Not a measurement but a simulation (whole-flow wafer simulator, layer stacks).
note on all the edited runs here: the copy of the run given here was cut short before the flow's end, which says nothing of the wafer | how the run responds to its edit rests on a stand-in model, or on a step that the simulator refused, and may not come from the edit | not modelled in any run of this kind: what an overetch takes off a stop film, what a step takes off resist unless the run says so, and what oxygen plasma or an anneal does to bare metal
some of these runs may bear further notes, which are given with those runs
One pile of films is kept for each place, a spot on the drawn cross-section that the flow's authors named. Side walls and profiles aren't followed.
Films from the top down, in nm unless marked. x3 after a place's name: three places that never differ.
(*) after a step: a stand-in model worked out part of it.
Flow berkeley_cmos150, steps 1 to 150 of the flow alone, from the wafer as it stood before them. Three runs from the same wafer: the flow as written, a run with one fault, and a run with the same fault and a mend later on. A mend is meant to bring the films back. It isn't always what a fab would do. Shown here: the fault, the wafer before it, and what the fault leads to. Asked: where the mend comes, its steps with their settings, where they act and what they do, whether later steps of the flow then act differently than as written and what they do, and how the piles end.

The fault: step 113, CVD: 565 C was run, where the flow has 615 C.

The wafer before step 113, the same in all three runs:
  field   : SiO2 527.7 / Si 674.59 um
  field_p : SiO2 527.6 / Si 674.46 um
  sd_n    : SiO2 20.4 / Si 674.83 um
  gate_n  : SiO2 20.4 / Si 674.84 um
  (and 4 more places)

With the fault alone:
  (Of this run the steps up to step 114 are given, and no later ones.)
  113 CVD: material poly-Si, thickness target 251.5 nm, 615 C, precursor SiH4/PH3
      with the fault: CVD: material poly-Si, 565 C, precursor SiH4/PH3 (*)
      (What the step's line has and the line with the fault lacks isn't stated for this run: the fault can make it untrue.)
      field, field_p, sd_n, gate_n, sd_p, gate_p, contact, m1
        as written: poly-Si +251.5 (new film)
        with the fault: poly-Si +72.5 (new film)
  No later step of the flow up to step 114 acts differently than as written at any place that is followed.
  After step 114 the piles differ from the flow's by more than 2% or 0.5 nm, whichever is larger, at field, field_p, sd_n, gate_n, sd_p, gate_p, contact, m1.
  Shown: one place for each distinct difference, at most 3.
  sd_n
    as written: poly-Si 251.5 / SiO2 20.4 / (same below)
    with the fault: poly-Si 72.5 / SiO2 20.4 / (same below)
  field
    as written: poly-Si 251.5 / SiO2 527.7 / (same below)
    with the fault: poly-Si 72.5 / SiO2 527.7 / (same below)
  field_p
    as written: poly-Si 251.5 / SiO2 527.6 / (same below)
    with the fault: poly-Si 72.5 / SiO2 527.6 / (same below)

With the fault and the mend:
  The mend comes after step 113.
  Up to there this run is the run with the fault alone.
  113a CVD: material poly-Si, thickness target 179 nm, 615 C, precursor SiH4/PH3 (*) (the flow's step 113 once more, with other settings)
      field, field_p, sd_n, gate_n, sd_p, gate_p, contact, m1
        poly-Si +179
  No later step of the flow acts differently than as written, at any place that is followed, by more than 2% or 0.5 nm, whichever is larger.
  At the end the piles differ from the flow's only slightly at the places that both follow, by at most 2% or 0.5 nm, whichever is larger.
